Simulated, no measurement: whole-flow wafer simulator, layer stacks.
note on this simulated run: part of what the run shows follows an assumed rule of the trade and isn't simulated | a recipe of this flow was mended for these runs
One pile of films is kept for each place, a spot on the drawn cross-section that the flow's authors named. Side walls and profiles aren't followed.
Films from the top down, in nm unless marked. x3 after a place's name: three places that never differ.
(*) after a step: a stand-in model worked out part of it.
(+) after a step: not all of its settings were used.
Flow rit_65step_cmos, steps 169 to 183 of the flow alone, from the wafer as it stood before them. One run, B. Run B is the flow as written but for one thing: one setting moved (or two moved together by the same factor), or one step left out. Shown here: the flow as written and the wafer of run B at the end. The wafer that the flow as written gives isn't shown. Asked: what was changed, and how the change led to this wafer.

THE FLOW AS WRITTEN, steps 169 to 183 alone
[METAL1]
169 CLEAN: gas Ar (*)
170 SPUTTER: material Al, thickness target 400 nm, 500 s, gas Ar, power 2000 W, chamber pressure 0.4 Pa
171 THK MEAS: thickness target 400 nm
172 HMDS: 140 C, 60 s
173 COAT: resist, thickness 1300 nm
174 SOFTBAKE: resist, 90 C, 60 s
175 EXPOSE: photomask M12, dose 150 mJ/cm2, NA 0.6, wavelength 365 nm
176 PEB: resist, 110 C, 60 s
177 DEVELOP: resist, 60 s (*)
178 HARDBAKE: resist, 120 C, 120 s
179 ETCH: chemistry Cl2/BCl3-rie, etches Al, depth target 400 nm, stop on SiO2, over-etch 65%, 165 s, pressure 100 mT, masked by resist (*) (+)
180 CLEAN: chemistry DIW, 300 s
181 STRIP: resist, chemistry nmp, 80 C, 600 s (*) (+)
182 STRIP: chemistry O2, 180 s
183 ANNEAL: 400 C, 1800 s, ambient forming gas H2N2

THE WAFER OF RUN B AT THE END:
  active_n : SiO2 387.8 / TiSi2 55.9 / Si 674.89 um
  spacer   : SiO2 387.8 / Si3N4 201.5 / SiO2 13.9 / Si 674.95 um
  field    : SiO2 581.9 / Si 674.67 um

The cause: step 170, SPUTTER: thickness target 620 nm was run, where the flow has thickness target 400 nm; step 170, SPUTTER: 775 s was run, where the flow has 500 s.

How the change led to this, step by step:
  170 SPUTTER: material Al, thickness target 400 nm, 500 s, gas Ar, power 2000 W, chamber pressure 0.4 Pa
      field, field_pw, field_nw and 10 more: Al +620 (new film) (as written it would be: Al +400 (new film))
      contact: Al +374.8 (new film) (as written it would be: Al +255.4 (new film))
  173 COAT: resist, thickness 1300 nm
      contact: resist +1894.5 (new film) (as written it would be: resist +1785.1 (new film))
  176 PEB: resist, 110 C, 60 s
      contact: resist -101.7 (as written it would be: resist -95.5)
  178 HARDBAKE: resist, 120 C, 120 s
      contact: resist -66.4 (as written it would be: resist -62.1)
  179 ETCH: chemistry Cl2/BCl3-rie, etches Al, depth target 400 nm, stop on SiO2, over-etch 65%, 165 s, pressure 100 mT, masked by resist (*) (+)
      field, field_pw, field_nw and 9 more: Al -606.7 (all of it), SiO2 -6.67 (as written it would be: Al -386.7 (all of it), SiO2 -34.2)
  181 STRIP: resist, chemistry nmp, 80 C, 600 s (*) (+)
      contact: resist -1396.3 (all of it) (as written it would be: resist -1297.5 (all of it))
